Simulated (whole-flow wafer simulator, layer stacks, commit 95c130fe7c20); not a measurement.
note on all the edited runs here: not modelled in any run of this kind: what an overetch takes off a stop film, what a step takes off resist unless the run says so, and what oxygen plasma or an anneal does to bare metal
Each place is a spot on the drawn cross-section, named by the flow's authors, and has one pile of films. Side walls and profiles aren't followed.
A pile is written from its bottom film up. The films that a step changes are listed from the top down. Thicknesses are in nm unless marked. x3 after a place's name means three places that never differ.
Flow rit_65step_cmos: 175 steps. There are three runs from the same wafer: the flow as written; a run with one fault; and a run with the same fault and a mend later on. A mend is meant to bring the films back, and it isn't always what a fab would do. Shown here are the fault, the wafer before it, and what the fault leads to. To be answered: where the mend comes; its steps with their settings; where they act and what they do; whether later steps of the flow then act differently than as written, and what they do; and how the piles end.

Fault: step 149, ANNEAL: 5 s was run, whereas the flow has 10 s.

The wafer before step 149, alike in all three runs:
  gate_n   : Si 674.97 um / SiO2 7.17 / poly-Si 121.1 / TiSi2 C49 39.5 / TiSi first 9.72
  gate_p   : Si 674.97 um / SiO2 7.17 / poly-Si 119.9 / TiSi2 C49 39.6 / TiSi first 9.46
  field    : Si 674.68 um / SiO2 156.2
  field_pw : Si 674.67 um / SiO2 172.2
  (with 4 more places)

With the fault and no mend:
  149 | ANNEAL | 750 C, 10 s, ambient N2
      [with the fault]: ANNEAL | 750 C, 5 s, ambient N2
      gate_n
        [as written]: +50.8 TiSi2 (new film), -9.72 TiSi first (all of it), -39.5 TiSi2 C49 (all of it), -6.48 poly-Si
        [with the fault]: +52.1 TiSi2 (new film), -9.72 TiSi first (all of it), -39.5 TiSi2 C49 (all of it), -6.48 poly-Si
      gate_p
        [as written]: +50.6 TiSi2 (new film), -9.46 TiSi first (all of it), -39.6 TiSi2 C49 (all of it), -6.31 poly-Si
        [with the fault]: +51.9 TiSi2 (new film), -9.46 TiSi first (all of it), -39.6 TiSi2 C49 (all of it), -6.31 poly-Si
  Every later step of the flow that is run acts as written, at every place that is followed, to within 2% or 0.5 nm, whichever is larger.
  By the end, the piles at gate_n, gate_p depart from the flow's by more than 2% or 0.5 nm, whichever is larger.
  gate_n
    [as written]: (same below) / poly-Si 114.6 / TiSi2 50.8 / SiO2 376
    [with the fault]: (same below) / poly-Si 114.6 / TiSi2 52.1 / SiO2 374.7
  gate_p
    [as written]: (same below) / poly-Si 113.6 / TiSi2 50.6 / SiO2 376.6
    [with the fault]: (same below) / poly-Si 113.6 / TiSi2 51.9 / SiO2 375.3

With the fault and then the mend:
  After step 149 comes the mend.
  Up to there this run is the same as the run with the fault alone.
  149a | ANNEAL | 750 C, 5 s, ambient N2 (the flow's step 149 again, with other settings)
      gate_n
        -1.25 TiSi2
      gate_p
        -1.32 TiSi2
  Every later step of the flow that is run acts as written at every place that is followed.
  The piles end the same as the flow's at every place that both follow.
